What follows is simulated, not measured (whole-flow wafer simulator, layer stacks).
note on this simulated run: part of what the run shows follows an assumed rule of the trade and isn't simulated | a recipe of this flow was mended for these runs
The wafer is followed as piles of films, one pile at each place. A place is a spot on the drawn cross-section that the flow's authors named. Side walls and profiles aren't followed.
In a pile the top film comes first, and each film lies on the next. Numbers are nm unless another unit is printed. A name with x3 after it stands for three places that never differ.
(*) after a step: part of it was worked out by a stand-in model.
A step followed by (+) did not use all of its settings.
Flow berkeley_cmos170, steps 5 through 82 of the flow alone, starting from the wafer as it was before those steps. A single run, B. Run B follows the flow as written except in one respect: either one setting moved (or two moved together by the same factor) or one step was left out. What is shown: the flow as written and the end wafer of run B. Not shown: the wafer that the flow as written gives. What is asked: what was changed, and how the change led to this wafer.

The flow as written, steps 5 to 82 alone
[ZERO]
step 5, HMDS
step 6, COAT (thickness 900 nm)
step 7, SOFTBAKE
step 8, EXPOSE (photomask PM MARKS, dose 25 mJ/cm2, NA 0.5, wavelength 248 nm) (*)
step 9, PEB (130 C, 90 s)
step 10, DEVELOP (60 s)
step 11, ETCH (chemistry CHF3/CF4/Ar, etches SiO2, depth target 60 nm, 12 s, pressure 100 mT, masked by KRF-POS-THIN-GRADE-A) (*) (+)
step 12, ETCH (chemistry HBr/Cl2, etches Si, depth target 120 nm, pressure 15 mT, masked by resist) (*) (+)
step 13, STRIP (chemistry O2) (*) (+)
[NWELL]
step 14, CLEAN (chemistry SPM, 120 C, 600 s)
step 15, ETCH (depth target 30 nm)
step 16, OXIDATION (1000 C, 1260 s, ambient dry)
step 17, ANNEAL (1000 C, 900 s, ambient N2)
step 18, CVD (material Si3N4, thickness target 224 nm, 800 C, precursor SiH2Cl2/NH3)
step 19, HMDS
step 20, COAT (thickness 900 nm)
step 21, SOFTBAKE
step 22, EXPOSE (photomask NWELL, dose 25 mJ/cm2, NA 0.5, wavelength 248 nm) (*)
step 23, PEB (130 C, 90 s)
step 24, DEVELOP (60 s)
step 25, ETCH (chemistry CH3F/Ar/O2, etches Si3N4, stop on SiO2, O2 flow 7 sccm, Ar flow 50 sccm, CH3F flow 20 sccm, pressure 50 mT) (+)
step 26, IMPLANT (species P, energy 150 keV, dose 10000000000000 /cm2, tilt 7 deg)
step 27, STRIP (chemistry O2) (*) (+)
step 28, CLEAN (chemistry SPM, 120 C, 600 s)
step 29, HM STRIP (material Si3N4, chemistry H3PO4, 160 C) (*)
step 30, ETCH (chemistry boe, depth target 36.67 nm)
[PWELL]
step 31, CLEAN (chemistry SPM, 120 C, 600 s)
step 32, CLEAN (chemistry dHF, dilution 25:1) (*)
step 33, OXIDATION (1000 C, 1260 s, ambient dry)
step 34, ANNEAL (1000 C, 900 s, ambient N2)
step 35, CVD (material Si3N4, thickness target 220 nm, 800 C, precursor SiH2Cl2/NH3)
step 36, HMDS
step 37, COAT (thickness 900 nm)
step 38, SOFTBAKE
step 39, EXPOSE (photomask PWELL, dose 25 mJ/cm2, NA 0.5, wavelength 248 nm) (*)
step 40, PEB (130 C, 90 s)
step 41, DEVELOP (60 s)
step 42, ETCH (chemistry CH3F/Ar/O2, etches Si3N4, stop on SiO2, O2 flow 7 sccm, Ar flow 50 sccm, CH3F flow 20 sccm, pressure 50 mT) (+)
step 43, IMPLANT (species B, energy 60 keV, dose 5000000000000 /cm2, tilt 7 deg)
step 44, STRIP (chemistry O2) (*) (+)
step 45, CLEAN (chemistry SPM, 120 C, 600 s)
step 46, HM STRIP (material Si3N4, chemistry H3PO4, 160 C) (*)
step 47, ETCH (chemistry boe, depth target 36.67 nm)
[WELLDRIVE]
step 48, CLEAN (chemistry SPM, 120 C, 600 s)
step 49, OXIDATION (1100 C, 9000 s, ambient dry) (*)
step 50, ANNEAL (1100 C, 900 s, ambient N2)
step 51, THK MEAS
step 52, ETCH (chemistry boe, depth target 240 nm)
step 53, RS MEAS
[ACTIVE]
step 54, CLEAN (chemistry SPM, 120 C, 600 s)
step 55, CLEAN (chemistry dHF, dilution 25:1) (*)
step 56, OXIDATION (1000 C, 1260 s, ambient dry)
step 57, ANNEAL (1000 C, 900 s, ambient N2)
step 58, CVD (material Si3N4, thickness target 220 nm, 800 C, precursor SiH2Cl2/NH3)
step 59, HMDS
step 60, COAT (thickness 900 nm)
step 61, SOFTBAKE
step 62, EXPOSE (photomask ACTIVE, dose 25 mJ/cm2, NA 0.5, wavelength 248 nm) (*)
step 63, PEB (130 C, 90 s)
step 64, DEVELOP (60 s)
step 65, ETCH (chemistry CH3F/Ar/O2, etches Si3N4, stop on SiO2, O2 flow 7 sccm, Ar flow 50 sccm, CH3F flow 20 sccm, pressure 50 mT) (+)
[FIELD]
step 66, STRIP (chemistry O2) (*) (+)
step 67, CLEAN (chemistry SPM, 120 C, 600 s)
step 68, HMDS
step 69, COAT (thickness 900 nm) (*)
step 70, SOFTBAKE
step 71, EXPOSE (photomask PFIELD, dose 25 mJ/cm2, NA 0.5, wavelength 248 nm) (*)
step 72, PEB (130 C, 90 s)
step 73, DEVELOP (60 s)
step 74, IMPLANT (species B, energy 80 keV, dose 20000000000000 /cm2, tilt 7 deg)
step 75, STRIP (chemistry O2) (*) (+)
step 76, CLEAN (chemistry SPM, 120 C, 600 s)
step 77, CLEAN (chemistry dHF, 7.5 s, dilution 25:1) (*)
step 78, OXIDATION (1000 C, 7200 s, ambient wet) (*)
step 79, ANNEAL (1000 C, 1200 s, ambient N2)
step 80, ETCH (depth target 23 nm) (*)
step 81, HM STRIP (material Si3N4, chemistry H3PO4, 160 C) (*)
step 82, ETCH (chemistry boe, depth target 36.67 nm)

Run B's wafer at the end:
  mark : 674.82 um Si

What caused this: step 12, ETCH: depth target 48 nm was run, whereas the flow has depth target 120 nm.

The path from the change to this, step by step:
  step 12, ETCH (chemistry HBr/Cl2, etches Si, depth target 120 nm, pressure 15 mT, masked by resist) (*) (+)
      field, sd_n, spacer_n and 9 more: KrF-resist loses 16 (as written it would have been: KrF-resist loses 40)
      mark: Si loses 48 (as written it would have been: Si loses 120)
  step 13, STRIP (chemistry O2) (*) (+)
      field, sd_n, spacer_n and 9 more: KrF-resist loses 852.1 (all of it) (as written it would have been: KrF-resist loses 828.1 (all of it))
